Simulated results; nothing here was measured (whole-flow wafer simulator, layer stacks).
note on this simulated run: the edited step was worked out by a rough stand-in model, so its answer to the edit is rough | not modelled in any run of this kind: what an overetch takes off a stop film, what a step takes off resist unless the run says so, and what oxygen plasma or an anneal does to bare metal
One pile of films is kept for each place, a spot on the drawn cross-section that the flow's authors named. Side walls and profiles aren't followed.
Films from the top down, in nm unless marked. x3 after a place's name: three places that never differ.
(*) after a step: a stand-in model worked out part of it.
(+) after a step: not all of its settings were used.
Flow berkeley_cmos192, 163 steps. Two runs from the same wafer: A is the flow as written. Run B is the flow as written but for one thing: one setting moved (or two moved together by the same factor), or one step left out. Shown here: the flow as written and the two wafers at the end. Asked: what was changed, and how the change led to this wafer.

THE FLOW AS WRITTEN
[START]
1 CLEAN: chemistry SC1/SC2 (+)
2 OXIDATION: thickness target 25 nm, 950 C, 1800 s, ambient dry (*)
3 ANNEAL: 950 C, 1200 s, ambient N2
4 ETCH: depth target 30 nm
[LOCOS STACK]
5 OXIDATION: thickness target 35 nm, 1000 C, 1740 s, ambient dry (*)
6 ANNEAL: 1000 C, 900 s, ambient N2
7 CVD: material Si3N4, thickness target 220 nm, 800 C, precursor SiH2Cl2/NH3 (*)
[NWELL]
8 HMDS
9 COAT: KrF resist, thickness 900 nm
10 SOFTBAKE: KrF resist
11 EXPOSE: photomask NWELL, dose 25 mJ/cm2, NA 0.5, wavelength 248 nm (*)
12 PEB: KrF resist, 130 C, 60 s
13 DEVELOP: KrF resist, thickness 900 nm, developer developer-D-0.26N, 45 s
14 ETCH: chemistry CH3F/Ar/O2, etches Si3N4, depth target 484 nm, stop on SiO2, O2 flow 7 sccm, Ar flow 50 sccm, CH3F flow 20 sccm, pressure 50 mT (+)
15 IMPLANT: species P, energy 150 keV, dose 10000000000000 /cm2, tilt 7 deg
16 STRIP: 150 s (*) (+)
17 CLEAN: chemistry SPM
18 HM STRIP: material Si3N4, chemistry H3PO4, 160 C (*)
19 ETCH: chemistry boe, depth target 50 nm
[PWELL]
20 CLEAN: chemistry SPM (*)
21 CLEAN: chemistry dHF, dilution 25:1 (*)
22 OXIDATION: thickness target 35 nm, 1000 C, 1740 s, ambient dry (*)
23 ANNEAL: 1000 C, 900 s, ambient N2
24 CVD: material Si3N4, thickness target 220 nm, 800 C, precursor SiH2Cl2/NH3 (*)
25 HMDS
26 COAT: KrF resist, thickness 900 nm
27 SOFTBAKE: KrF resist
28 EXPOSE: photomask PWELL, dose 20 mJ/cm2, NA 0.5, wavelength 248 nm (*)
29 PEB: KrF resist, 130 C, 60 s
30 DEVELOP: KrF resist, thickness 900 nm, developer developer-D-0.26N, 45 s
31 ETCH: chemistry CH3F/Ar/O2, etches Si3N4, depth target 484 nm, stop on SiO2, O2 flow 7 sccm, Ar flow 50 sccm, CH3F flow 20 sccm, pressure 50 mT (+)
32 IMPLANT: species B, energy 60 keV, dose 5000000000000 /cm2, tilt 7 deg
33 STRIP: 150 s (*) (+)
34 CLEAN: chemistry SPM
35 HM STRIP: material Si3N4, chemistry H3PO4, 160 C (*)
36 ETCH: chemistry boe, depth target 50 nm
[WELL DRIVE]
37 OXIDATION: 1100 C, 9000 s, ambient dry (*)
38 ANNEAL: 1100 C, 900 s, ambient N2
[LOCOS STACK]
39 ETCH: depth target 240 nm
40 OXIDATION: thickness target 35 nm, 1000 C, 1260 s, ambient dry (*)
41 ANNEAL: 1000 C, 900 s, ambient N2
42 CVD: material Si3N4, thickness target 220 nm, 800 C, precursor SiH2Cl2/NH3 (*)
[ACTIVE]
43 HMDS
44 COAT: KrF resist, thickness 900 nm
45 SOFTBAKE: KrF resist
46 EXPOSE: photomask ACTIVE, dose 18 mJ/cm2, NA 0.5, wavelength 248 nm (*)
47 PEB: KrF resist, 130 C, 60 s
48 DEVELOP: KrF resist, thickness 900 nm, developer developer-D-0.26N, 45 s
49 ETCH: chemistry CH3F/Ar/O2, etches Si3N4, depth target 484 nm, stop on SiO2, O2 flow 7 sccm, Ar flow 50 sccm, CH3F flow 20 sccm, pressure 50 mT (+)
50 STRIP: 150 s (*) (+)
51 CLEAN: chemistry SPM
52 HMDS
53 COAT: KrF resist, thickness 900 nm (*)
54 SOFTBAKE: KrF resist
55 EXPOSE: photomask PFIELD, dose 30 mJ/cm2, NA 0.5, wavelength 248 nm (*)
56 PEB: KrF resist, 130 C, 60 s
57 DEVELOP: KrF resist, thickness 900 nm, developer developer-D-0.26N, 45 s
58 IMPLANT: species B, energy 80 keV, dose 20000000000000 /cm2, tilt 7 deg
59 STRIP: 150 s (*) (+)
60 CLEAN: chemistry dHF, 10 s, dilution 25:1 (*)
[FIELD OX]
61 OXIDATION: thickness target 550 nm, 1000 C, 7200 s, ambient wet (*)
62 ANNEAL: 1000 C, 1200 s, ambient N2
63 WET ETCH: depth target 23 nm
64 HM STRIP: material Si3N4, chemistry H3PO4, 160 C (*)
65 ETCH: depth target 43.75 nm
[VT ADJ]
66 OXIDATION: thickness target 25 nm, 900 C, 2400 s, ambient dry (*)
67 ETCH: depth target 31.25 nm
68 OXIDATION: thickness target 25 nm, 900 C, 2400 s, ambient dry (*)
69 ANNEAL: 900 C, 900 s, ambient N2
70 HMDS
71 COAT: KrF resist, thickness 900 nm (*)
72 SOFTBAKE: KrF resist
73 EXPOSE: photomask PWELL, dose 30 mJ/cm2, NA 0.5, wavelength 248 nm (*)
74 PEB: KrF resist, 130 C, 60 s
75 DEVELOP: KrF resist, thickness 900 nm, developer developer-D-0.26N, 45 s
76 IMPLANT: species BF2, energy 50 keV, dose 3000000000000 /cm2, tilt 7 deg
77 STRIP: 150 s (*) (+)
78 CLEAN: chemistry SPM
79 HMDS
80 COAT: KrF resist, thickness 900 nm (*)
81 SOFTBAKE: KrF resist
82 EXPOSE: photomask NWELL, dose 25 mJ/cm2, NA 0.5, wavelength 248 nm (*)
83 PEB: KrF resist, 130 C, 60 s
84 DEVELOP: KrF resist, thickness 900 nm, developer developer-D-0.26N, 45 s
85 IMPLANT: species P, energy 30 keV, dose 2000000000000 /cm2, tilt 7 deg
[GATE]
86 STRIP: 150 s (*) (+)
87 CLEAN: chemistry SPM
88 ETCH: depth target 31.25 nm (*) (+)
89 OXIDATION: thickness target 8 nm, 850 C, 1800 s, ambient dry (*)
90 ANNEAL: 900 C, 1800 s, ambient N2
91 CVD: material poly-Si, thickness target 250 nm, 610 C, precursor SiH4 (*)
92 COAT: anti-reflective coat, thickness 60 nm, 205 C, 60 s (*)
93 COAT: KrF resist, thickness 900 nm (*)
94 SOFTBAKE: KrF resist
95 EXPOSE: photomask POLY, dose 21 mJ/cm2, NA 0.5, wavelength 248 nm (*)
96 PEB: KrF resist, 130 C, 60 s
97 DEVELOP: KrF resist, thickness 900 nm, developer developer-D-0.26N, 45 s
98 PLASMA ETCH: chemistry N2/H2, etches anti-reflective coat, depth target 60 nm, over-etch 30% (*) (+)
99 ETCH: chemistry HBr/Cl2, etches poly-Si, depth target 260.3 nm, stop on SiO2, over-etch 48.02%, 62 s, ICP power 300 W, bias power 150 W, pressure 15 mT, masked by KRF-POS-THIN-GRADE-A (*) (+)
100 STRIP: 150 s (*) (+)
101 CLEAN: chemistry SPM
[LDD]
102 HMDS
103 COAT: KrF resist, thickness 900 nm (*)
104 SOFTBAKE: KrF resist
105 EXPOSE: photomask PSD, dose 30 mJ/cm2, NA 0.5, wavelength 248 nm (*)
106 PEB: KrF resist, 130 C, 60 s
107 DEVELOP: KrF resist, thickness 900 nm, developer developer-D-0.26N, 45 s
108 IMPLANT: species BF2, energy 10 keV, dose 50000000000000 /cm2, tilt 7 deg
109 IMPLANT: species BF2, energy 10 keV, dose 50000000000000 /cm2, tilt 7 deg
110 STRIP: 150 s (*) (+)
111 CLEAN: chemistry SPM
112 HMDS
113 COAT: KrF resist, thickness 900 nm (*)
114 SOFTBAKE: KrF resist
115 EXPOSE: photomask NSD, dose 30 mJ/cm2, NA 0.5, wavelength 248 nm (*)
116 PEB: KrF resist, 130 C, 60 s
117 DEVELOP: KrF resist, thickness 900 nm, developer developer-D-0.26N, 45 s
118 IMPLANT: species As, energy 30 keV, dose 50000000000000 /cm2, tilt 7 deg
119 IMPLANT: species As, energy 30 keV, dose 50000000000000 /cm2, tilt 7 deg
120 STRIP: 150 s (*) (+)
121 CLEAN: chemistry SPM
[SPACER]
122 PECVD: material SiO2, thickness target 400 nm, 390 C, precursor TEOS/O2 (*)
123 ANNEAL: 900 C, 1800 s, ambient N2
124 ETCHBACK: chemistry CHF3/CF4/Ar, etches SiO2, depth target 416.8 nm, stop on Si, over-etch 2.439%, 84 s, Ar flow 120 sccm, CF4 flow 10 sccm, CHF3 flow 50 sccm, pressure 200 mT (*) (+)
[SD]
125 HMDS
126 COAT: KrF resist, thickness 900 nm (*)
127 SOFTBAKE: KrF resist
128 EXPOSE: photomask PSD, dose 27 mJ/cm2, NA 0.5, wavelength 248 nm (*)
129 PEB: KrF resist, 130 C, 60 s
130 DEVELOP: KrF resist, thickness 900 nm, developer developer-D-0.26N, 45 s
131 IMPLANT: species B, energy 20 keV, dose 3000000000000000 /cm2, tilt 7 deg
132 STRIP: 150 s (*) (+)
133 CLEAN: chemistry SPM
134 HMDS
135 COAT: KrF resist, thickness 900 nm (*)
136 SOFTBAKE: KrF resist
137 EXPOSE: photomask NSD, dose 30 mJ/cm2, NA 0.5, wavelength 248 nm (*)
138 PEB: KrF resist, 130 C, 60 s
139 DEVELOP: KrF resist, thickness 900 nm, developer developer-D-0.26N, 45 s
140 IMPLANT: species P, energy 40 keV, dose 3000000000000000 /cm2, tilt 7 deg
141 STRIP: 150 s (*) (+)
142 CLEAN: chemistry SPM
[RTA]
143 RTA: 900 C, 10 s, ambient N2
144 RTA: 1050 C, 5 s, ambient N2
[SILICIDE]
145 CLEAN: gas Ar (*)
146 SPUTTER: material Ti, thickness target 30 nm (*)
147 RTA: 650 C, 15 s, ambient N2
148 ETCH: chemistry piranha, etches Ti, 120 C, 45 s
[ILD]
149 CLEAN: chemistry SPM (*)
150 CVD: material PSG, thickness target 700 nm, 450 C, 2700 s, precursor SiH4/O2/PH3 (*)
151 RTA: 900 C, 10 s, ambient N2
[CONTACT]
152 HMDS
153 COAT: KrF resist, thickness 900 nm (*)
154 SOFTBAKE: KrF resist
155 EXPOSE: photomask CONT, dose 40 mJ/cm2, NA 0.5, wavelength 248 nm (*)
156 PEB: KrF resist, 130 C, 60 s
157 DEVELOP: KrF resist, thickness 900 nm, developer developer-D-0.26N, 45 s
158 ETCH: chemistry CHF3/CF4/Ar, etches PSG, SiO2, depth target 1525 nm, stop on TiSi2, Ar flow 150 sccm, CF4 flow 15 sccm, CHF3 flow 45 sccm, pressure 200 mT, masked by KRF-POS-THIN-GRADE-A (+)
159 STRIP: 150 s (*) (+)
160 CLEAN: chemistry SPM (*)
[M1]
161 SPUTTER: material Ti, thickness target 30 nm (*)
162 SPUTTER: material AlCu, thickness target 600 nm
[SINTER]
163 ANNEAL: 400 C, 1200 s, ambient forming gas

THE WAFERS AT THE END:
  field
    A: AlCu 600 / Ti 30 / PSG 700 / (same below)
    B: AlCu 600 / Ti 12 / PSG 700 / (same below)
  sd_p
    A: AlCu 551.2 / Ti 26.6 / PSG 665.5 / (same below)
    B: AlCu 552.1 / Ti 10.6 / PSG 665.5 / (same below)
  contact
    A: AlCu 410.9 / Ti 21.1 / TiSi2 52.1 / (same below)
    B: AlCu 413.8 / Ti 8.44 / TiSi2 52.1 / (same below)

The cause: step 161, SPUTTER: thickness target 12 nm was run, where the flow has thickness target 30 nm.
It can be read off the wafer: field has Ti 12, and step 161 as written asks for 30 nm.

How the change led to this, step by step:
  161 SPUTTER: material Ti, thickness target 30 nm (*)
      field, sd_n, spacer_n, gate, spacer_p, gate_p, m1: A Ti +30 (new film) | B Ti +12 (new film)
      sd_p: A Ti +26.6 (new film) | B Ti +10.6 (new film)
      (and at 1 more place)
